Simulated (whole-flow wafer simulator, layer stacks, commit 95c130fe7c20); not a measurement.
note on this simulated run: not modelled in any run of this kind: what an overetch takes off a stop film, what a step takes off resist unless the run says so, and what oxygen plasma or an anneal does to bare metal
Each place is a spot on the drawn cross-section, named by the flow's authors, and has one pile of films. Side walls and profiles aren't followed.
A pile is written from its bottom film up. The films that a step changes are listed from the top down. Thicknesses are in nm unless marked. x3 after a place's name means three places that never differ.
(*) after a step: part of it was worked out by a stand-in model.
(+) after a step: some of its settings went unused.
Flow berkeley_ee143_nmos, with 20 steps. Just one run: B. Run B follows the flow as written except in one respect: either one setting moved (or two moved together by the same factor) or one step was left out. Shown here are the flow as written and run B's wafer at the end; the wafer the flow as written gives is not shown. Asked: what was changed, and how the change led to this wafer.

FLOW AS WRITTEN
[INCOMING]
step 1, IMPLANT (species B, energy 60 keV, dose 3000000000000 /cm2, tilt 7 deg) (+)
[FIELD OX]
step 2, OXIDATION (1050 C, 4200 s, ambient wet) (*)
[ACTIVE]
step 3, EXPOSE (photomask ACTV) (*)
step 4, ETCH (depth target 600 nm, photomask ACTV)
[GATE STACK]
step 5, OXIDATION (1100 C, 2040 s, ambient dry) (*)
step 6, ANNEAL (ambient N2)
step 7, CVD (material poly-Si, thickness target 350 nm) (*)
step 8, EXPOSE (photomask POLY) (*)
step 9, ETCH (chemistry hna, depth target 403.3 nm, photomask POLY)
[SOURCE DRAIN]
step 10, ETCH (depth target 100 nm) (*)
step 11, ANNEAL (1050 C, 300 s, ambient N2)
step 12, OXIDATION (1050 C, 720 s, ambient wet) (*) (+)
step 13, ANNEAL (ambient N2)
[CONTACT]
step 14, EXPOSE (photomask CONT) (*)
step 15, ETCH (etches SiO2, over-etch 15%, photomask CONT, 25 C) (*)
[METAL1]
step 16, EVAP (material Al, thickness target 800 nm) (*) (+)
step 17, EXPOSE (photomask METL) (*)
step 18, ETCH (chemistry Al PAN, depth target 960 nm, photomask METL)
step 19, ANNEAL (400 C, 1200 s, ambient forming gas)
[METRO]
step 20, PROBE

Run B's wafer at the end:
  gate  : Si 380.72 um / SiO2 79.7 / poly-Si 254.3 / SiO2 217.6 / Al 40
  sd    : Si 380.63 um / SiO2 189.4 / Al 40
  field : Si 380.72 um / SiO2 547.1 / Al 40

What caused this: step 18, ETCH: depth target 760 nm was run, though the flow has depth target 960 nm.

Step by step, how the change led to this:
  step 18, ETCH (chemistry Al PAN, depth target 960 nm, photomask METL)
      gate, sd, field: -760 Al (as written it would have been: -800 Al (all of it))
If metal films that touch count as one body, gate has 1 body; the flow as written gives 0 bodies.
If metal films that touch count as one body, sd has 1 body; the flow as written gives 0 bodies.
If metal films that touch count as one body, field has 1 body; the flow as written gives 0 bodies.
